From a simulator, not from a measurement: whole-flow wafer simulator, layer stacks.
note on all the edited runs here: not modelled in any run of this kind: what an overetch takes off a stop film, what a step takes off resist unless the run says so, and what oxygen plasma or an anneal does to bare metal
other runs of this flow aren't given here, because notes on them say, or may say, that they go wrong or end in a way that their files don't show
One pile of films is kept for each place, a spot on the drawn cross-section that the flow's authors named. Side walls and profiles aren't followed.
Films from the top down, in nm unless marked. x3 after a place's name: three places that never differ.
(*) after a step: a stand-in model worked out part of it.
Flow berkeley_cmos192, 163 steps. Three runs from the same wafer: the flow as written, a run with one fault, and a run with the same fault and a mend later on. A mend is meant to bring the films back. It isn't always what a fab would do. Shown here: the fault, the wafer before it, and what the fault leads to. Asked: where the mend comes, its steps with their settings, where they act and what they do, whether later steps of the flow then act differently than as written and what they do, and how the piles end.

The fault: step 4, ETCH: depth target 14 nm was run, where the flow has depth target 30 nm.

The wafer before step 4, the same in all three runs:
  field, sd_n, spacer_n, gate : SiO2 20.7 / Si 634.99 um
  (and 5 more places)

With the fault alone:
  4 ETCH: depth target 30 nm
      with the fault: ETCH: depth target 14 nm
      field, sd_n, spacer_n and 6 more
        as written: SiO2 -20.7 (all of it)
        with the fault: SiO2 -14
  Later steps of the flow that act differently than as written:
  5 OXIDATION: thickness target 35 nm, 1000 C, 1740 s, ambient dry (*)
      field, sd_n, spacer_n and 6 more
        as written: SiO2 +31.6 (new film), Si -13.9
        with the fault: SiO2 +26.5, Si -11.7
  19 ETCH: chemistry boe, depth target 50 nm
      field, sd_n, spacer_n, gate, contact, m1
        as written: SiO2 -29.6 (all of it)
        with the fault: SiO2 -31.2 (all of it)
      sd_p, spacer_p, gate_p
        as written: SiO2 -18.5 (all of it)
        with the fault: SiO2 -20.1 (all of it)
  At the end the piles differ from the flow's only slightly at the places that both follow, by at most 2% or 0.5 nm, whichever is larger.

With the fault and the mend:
  The mend comes after step 4.
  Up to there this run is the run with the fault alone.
  4a ETCH: depth target 16 nm (the flow's step 4 once more, with other settings)
      field, sd_n, spacer_n and 6 more
        SiO2 -6.69 (all of it)
  No later step of the flow acts differently than as written at any place that is followed.
  At the end the piles are the same as the flow's at every place that both follow.
